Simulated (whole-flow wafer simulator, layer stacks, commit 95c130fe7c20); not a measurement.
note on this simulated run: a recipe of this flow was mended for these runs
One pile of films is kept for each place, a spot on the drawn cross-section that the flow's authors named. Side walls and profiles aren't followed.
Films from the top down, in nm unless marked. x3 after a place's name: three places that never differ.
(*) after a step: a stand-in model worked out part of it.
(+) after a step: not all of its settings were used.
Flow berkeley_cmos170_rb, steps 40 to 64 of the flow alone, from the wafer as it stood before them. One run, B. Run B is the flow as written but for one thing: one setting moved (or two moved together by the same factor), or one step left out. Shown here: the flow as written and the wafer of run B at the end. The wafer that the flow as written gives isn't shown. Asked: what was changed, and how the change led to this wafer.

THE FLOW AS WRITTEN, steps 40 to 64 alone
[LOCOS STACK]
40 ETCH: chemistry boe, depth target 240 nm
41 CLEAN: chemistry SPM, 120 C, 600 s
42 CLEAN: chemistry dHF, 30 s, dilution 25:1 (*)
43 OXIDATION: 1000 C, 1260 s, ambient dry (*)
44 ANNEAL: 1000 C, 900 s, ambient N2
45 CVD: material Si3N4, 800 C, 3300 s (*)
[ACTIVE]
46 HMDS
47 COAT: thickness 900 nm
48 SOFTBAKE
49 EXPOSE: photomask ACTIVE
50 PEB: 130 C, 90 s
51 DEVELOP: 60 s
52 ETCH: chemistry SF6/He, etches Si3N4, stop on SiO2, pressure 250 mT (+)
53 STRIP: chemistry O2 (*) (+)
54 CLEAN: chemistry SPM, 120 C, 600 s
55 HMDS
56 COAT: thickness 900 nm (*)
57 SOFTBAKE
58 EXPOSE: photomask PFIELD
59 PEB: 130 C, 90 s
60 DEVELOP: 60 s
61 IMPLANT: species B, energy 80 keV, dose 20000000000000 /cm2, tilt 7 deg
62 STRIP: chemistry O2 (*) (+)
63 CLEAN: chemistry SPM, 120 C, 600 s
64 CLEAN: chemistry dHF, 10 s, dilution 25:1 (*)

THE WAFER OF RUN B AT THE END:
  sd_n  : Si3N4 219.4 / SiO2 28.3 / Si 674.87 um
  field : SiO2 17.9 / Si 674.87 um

The cause: step 43, OXIDATION: 1418 s was run, where the flow has 1260 s.

How the change led to this, step by step:
  43 OXIDATION: 1000 C, 1260 s, ambient dry (*)
      field, sd_n, spacer_n and 6 more: SiO2 +28.3 (new film), Si -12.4 (as written it would be: SiO2 +26.6 (new film), Si -11.7)
